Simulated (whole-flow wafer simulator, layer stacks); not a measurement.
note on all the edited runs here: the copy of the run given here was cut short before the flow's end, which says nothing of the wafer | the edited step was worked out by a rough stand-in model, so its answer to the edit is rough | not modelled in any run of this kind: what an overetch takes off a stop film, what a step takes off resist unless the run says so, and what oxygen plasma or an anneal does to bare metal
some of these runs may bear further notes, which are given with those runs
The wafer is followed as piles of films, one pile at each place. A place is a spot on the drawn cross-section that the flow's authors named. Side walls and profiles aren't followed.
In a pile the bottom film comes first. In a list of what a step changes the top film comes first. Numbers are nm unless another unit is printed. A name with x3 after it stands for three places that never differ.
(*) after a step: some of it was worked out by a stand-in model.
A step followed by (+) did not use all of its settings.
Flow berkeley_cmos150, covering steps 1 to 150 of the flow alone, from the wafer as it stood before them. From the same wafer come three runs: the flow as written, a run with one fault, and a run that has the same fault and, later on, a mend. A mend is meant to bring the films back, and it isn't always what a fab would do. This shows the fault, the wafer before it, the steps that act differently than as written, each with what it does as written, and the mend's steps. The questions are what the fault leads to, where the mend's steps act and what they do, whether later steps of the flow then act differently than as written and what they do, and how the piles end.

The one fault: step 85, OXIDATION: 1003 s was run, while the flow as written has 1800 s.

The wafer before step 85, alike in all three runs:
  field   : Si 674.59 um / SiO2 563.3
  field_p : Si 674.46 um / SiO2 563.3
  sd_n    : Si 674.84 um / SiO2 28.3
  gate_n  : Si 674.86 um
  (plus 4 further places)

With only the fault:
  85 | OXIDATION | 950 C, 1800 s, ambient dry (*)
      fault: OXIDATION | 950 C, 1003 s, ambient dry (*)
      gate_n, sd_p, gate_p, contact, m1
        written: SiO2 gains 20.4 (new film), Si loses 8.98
        fault: SiO2 gains 14.3 (new film), Si loses 6.29
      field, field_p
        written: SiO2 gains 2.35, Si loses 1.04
        fault: SiO2 gains 1.31, Si loses 0.58
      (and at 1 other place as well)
  Steps later in the flow that act otherwise than as written (22 more steps, not shown, differ only slightly: by at most 2% or 0.5 nm, whichever is larger):
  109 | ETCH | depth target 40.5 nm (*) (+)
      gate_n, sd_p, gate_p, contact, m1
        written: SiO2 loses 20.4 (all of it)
        fault: SiO2 loses 14.3 (all of it)
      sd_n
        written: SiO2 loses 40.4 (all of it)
        fault: SiO2 loses 35.7 (all of it)
  When the end is reached, the piles differ only a little from the flow's at the places that both follow, at most by 2% or 0.5 nm, whichever is larger.

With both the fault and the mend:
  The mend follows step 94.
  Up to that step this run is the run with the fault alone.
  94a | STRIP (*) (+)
      field_p
        KrF resist loses 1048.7 (all of it)
      sd_p
        KrF resist loses 1274.9 (all of it)
      gate_p
        KrF resist loses 1249.5 (all of it)
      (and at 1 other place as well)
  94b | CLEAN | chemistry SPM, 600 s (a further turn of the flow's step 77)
      alters no film at any place that is followed
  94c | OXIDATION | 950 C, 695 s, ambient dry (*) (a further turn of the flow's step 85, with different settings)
      gate_n, sd_p, gate_p, contact, m1
        SiO2 gains 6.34, Si loses 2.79
      field, field_p
        SiO2 gains 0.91, Si loses 0.4
      sd_n
        SiO2 gains 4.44, Si loses 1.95
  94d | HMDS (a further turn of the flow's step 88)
      alters no film at any place that is followed
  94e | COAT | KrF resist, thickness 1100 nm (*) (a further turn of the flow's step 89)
      field
        KrF resist gains 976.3 (new film)
      field_p
        KrF resist gains 1087.8 (new film)
      sd_n
        KrF resist gains 1243.1 (new film)
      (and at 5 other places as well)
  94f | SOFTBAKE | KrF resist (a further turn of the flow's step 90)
      alters no film at any place that is followed
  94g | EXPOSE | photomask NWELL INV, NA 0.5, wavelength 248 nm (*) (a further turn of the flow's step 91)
      alters no film at any place that is followed
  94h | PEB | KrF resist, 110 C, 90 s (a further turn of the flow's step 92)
      field
        KrF resist loses 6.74
      field_p
        KrF resist loses 7.53
      sd_n
        KrF resist loses 8.63
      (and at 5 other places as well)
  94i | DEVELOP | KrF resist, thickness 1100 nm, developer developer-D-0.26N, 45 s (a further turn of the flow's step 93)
      field_p, sd_p, gate_p, m1
        KrF resist loses 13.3
      field
        KrF resist loses 969.5 (all of it)
      sd_n
        KrF resist loses 1234.5 (all of it)
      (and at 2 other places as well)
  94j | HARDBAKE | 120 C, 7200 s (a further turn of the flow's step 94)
      field_p
        KrF resist loses 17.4
      sd_p
        KrF resist loses 21.4
      gate_p
        KrF resist loses 20.9
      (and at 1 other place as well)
  None of the later steps of the flow differs from how it acts as written, at any place that is followed, by more than 2% or 0.5 nm, whichever is larger.
  When the end is reached, the piles differ only a little from the flow's at the places that both follow, at most by 2% or 0.5 nm, whichever is larger.
